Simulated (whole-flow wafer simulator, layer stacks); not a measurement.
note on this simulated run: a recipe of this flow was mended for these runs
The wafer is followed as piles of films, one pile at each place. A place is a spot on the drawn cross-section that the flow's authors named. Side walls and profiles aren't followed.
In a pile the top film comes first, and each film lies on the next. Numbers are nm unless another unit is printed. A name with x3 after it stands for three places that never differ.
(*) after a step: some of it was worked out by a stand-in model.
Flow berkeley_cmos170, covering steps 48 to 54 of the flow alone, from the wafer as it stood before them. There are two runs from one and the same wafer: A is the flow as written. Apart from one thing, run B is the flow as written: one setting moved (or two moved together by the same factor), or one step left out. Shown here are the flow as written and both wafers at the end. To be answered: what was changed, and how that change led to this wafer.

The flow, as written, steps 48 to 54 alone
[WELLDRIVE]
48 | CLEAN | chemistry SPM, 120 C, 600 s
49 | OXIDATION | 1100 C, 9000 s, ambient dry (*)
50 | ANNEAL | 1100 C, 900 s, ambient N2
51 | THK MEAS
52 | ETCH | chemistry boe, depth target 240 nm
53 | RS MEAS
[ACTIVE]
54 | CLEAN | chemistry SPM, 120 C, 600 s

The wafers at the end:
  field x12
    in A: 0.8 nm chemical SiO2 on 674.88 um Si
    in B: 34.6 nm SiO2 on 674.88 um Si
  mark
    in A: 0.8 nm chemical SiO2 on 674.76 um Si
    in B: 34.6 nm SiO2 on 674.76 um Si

What caused this: step 52, ETCH: depth target 163 nm was run, whereas the flow has depth target 240 nm.

Step by step, how the change led to this:
  52 | ETCH | chemistry boe, depth target 240 nm
      field x12, mark: A SiO2 loses 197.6 (all of it) | B SiO2 loses 163
  54 | CLEAN | chemistry SPM, 120 C, 600 s
      field x12, mark: A chemical SiO2 gains 0.8 (new film), Si loses 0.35 | B nothing
